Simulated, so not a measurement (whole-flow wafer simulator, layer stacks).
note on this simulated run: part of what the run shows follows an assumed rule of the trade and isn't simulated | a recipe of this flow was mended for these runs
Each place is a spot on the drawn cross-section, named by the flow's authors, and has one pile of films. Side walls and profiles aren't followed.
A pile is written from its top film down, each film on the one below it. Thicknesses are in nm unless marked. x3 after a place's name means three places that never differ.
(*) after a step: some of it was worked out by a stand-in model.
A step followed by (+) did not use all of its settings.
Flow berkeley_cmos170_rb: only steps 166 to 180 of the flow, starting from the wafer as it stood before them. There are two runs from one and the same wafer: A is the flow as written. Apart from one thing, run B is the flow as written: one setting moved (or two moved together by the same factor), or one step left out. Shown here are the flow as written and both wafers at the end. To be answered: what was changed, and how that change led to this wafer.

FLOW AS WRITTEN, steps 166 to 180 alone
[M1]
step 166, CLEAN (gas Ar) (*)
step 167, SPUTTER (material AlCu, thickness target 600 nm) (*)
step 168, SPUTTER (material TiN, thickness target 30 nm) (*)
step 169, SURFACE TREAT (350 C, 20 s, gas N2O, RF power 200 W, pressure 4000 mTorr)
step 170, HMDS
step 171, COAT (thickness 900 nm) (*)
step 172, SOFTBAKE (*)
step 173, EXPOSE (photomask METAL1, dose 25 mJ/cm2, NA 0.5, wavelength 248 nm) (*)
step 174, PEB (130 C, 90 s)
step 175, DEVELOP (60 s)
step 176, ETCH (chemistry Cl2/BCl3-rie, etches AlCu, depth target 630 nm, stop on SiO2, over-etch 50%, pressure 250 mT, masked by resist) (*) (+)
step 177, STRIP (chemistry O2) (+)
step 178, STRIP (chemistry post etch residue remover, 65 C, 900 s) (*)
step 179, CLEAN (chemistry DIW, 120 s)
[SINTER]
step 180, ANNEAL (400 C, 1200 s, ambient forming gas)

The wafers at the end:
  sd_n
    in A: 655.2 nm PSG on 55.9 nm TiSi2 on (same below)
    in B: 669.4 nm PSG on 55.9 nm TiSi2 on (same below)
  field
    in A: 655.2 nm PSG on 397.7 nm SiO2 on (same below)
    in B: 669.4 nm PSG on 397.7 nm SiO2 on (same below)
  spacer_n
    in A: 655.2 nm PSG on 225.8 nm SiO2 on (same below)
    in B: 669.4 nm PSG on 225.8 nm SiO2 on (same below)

Cause: step 176, ETCH: depth target 554 nm was run, while the flow as written has depth target 630 nm.

How this came from the change, step by step:
  step 176, ETCH (chemistry Cl2/BCl3-rie, etches AlCu, depth target 630 nm, stop on SiO2, over-etch 50%, pressure 250 mT, masked by resist) (*) (+)
      field, sd_n, spacer_n, gate, spacer_p, gate_p: A TiN loses 30 (all of it), AlCu loses 600 (all of it), PSG loses 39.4 | B TiN loses 30 (all of it), AlCu loses 600 (all of it), PSG loses 25.1
      contact, m1: A KrF-resist loses 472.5 | B KrF-resist loses 548.1
      (and at 1 other place as well)
  step 177, STRIP (chemistry O2) (+)
      contact: A KrF-resist loses 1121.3 (all of it) | B KrF-resist loses 1045.7 (all of it)
      m1: A KrF-resist loses 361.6 (all of it) | B KrF-resist loses 286 (all of it)
